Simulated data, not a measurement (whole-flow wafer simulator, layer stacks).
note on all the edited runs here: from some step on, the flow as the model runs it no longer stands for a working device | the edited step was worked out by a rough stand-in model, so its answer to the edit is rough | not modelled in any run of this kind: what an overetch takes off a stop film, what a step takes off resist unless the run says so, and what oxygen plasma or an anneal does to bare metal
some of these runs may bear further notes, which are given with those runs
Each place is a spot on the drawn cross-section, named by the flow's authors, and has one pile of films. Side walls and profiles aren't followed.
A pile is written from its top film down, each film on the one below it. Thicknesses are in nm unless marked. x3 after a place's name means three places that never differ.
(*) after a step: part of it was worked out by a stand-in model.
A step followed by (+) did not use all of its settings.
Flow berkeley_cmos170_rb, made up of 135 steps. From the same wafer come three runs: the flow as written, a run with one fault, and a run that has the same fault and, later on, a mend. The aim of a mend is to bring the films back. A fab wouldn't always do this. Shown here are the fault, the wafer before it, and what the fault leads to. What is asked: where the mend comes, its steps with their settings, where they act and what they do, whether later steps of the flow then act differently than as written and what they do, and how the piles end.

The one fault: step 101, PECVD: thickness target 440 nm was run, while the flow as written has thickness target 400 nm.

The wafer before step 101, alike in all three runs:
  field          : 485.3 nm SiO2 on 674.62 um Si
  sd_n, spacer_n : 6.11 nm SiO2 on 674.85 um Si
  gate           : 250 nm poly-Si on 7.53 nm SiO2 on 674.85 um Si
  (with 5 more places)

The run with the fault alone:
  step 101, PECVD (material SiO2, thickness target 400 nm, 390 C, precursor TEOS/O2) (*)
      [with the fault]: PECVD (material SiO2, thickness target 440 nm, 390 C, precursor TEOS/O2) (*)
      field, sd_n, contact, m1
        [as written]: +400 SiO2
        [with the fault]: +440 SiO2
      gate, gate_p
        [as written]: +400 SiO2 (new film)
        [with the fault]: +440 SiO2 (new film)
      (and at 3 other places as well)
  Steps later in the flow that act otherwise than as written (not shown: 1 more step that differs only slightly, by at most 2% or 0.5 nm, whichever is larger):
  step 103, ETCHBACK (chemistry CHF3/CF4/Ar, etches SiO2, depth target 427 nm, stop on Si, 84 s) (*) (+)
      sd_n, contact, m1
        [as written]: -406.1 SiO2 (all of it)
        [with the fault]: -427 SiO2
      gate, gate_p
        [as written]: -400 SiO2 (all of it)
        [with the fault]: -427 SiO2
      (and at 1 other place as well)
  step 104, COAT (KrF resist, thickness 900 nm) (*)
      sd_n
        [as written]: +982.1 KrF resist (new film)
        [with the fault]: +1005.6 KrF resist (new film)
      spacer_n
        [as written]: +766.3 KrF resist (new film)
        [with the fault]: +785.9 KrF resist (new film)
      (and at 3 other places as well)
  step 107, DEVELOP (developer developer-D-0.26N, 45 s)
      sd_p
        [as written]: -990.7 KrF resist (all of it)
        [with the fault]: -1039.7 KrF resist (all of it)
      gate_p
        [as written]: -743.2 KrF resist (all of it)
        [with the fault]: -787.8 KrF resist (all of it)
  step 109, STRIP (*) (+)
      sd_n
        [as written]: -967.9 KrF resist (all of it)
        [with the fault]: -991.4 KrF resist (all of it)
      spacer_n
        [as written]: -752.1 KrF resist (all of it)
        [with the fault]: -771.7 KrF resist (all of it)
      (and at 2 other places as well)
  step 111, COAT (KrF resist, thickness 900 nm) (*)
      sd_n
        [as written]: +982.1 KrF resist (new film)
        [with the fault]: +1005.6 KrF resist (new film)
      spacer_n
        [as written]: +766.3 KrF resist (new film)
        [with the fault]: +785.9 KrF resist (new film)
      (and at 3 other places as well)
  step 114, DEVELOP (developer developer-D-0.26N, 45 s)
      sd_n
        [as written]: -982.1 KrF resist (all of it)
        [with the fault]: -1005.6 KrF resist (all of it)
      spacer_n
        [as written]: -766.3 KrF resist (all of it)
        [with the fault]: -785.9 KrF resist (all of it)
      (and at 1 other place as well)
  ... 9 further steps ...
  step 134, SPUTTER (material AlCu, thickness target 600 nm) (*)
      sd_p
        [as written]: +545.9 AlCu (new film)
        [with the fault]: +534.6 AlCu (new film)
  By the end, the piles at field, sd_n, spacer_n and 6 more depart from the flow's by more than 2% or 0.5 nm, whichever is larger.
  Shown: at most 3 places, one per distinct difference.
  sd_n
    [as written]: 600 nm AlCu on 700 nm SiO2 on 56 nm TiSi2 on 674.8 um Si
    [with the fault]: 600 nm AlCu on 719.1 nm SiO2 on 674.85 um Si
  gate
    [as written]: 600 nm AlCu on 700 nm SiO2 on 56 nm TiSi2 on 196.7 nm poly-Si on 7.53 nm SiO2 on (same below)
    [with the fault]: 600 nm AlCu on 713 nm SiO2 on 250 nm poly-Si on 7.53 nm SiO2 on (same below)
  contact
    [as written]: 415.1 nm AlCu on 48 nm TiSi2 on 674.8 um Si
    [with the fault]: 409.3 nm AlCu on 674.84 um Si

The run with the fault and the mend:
  The mend stands after step 102.
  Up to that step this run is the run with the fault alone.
  step 103, ETCHBACK (chemistry CHF3/CF4/Ar, etches SiO2, depth target 467 nm, stop on Si) (*) (+) (the flow's step 103, as written with depth target 427 nm)
      sd_n, contact, m1
        -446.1 SiO2 (all of it)
      spacer_n, spacer_p
        -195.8 SiO2
      gate, gate_p
        -440 SiO2 (all of it)
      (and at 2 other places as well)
  Later steps of the flow that are run all act as written at every place that is followed, up to a difference of at most 2% or 0.5 nm, whichever is larger.
  When the end is reached, the piles differ only a little from the flow's at the places that both follow, at most by 2% or 0.5 nm, whichever is larger.
